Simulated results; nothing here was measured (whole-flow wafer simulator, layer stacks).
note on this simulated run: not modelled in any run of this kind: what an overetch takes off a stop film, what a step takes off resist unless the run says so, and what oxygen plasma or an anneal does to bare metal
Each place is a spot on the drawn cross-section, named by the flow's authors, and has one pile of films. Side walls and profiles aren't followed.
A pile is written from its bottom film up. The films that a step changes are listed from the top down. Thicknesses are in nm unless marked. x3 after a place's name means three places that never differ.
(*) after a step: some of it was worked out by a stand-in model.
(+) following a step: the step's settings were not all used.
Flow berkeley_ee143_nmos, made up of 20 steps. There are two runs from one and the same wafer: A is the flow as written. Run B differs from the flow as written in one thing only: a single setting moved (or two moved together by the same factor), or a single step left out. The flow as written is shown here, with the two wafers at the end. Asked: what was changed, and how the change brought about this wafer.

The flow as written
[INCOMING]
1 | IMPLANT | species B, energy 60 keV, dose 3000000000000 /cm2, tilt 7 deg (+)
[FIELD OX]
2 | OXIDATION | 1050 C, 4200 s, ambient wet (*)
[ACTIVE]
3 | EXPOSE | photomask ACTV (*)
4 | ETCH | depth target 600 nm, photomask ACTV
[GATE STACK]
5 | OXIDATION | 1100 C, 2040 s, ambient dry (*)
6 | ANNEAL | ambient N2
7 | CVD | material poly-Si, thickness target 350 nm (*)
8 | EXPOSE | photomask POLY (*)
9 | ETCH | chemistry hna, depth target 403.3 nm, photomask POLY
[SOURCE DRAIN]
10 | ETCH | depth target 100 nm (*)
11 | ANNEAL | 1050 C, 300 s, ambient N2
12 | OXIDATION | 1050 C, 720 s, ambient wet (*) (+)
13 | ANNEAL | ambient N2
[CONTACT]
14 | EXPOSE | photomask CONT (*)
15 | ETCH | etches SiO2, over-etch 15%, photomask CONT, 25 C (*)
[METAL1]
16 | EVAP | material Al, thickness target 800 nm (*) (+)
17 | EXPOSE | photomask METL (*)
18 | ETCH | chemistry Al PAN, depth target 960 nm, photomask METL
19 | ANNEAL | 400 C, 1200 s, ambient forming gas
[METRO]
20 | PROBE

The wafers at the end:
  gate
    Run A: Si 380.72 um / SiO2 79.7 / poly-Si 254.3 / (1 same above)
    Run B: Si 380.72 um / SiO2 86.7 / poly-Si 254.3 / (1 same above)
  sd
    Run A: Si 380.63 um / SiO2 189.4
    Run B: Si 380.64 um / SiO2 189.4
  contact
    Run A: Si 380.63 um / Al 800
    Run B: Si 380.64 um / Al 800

The reason: step 4, ETCH: depth target 541 nm was run, while the flow as written has depth target 600 nm.

The path from the change to this, step by step:
  4 | ETCH | depth target 600 nm, photomask ACTV
      gate, sd, contact: A SiO2 loses 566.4 (all of it) | B SiO2 loses 541
  5 | OXIDATION | 1100 C, 2040 s, ambient dry (*)
      gate, sd, contact: A SiO2 gains 79.7 (new film), Si loses 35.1 | B SiO2 gains 61.3, Si loses 27
  10 | ETCH | depth target 100 nm (*)
      sd, contact: A SiO2 loses 79.7 (all of it) | B SiO2 loses 86.7 (all of it)
